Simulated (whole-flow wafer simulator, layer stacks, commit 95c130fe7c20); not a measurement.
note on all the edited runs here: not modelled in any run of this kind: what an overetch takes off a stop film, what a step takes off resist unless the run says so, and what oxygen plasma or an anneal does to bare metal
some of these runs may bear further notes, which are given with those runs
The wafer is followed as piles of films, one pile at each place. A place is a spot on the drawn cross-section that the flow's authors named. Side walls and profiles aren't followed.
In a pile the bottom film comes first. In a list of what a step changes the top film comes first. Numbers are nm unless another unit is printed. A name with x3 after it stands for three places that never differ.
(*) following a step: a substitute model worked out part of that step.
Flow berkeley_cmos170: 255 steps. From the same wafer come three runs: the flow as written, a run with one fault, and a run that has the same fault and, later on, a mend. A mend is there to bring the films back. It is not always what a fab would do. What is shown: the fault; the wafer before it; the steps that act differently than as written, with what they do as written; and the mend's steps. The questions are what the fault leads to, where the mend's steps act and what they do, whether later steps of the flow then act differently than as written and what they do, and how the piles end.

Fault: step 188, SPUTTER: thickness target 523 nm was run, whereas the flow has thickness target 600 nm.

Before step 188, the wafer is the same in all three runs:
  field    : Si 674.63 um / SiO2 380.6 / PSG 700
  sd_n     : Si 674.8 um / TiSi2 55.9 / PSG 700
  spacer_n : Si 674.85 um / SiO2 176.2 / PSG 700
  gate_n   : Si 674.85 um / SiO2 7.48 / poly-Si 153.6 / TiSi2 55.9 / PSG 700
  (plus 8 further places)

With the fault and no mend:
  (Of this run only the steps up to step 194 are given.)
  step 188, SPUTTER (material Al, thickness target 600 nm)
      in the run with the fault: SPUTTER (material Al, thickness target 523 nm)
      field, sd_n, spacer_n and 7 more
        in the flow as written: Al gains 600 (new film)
        in the run with the fault: Al gains 523 (new film)
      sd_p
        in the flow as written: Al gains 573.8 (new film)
        in the run with the fault: Al gains 497.6 (new film)
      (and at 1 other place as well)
  Later steps of the flow acting differently than as written (3 more steps, not shown, differ only slightly: by at most 2% or 0.5 nm, whichever is larger):
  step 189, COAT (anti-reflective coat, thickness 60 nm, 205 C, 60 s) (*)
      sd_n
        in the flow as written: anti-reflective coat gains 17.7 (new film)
        in the run with the fault: anti-reflective coat gains 15.5 (new film)
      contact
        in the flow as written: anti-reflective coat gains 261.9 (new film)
        in the run with the fault: anti-reflective coat gains 252.4 (new film)
  The piles after step 194 differ from the flow's at field, sd_n, spacer_n and 9 more by more than 2% or 0.5 nm, whichever is larger.
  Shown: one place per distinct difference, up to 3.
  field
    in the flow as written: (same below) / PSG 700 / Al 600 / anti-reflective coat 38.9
    in the run with the fault: (same below) / PSG 700 / Al 523 / anti-reflective coat 38.3
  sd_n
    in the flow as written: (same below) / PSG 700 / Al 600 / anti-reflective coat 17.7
    in the run with the fault: (same below) / PSG 700 / Al 523 / anti-reflective coat 15.5
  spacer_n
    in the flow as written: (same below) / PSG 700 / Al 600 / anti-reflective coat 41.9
    in the run with the fault: (same below) / PSG 700 / Al 523 / anti-reflective coat 42.2

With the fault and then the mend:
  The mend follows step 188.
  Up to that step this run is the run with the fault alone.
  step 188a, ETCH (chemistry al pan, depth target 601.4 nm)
      field, sd_n, spacer_n and 7 more
        Al loses 523 (all of it)
      sd_p
        Al loses 497.6 (all of it)
      contact
        Al loses 364.4 (all of it)
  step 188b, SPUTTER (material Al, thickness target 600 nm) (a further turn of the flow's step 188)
      field, sd_n, spacer_n and 7 more
        Al gains 600 (new film)
      sd_p
        Al gains 573.8 (new film)
      contact
        Al gains 415.7 (new film)
  Every later step of the flow that is run acts as written at every place that is followed.
  By the end, the piles equal the flow's at every place that both follow.
